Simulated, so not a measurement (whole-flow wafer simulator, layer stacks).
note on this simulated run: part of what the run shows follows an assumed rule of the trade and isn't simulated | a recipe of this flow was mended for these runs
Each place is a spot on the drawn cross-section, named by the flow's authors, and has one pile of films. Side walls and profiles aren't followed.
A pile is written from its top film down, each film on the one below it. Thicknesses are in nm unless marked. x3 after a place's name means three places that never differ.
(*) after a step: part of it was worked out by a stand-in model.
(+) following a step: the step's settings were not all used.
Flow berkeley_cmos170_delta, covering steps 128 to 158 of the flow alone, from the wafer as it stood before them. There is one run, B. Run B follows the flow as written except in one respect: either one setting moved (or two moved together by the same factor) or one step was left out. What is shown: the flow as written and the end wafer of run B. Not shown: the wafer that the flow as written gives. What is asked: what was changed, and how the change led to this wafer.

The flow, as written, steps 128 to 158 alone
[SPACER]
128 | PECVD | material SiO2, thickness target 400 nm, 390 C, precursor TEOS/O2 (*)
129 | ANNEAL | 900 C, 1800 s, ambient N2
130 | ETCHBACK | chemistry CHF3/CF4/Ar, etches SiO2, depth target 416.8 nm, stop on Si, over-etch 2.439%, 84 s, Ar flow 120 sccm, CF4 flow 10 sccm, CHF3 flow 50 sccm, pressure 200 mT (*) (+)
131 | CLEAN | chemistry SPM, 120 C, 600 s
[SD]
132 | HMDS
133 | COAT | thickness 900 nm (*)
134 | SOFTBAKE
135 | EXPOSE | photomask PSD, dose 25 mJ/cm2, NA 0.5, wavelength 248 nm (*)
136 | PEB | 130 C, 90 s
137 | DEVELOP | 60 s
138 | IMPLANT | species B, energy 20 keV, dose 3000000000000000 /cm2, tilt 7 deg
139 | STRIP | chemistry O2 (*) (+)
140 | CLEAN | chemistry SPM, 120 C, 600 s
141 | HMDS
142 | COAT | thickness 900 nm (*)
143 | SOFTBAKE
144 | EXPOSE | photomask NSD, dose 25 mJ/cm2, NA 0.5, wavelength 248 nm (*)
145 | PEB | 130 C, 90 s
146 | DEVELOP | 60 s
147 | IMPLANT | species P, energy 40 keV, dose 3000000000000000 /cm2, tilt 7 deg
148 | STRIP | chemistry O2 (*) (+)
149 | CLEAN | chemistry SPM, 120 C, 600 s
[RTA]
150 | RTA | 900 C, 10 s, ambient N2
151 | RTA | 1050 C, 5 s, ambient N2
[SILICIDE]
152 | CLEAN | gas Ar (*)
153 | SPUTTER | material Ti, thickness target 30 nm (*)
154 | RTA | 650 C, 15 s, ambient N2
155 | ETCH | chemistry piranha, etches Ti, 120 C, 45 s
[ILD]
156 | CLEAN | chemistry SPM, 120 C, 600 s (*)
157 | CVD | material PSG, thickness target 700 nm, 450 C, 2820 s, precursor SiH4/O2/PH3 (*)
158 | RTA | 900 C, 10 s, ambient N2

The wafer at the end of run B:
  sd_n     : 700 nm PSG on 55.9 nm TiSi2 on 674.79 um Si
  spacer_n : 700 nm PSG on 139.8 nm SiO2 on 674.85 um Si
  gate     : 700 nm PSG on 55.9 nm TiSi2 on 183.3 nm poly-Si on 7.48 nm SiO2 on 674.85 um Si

Cause: step 128, PECVD: thickness target 314 nm was run, while the flow as written has thickness target 400 nm.

Step by step, how the change led to this:
  128 | PECVD | material SiO2, thickness target 400 nm, 390 C, precursor TEOS/O2 (*)
      field, sd_n, contact, m1: SiO2 gains 314 (as written it would have been: SiO2 gains 400)
      spacer_n, sd_p, spacer_p: SiO2 gains 301.6 (as written it would have been: SiO2 gains 383.7)
      (as well as at 2 more places)
  130 | ETCHBACK | chemistry CHF3/CF4/Ar, etches SiO2, depth target 416.8 nm, stop on Si, over-etch 2.439%, 84 s, Ar flow 120 sccm, CF4 flow 10 sccm, CHF3 flow 50 sccm, pressure 200 mT (*) (+)
      spacer_n, spacer_p: SiO2 loses 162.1 (as written it would have been: SiO2 loses 158.2)
      sd_n: SiO2 loses 320 (all of it), Si loses 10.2 (as written it would have been: SiO2 loses 406 (all of it), Si loses 2.34)
      (as well as at 5 more places)
  133 | COAT | thickness 900 nm (*)
      sd_n: KrF-resist gains 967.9 (new film) (as written it would have been: KrF-resist gains 1013.7 (new film))
      spacer_n: KrF-resist gains 838.5 (new film) (as written it would have been: KrF-resist gains 801.4 (new film))
      (as well as at 6 more places)
  137 | DEVELOP | 60 s
      sd_p: KrF-resist loses 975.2 (all of it) (as written it would have been: KrF-resist loses 1014.9 (all of it))
      spacer_p: KrF-resist loses 833.2 (all of it) (as written it would have been: KrF-resist loses 792.3 (all of it))
      (as well as at 1 more place)
  139 | STRIP | chemistry O2 (*) (+)
      gate: KrF-resist loses 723 (all of it), chemical SiO2 gains 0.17 (as written it would have been: KrF-resist loses 764.3 (all of it), chemical SiO2 gains 0.17, poly-Si loses 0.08)
      sd_n: KrF-resist loses 950.8 (all of it), chemical SiO2 gains 0.17, Si loses 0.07 (as written it would have been: KrF-resist loses 996.5 (all of it), chemical SiO2 gains 0.17, Si loses 0.08)
      (as well as at 3 more places)
  142 | COAT | thickness 900 nm (*)
      sd_n: KrF-resist gains 967.8 (new film) (as written it would have been: KrF-resist gains 1013.7 (new film))
      spacer_n: KrF-resist gains 838.5 (new film) (as written it would have been: KrF-resist gains 801.5 (new film))
      (as well as at 6 more places)
  146 | DEVELOP | 60 s
      sd_n: KrF-resist loses 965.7 (all of it) (as written it would have been: KrF-resist loses 1011.4 (all of it))
      spacer_n: KrF-resist loses 836.7 (all of it) (as written it would have been: KrF-resist loses 799.8 (all of it))
      (as well as at 3 more places)
  148 | STRIP | chemistry O2 (*) (+)
      sd_p: KrF-resist loses 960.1 (all of it), chemical SiO2 gains 0.07 (as written it would have been: KrF-resist loses 999.9 (all of it), chemical SiO2 gains 0.07)
      spacer_p: KrF-resist loses 818.4 (all of it) (as written it would have been: KrF-resist loses 777.5 (all of it))
      (as well as at 1 more place)
  153 | SPUTTER | material Ti, thickness target 30 nm (*)
      sd_p: Ti gains 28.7 (new film) (as written it would have been: Ti gains 27.5 (new film))
  154 | RTA | 650 C, 15 s, ambient N2
      sd_p: Ti loses 22.4, TiSi first gains 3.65 (new film), TiSi2 C49 gains 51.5 (new film), Si loses 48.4 (as written it would have been: Ti loses 21.5, TiSi first gains 1.37 (new film), TiSi2 C49 gains 52.5 (new film), Si loses 47.8)
  157 | CVD | material PSG, thickness target 700 nm, 450 C, 2820 s, precursor SiH4/O2/PH3 (*)
      sd_p: PSG gains 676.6 (new film) (as written it would have been: PSG gains 659.7 (new film))
  158 | RTA | 900 C, 10 s, ambient N2
      sd_p: under 1 film: TiSi2 gains 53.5 (new film), TiSi first loses 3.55 (all of it), TiSi2 C49 loses 51.5 (all of it), Si loses 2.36 (as written it would have been: under 1 film: TiSi2 gains 51.3 (new film), TiSi first loses 1.27 (all of it), TiSi2 C49 loses 52.5 (all of it), Si loses 0.84)
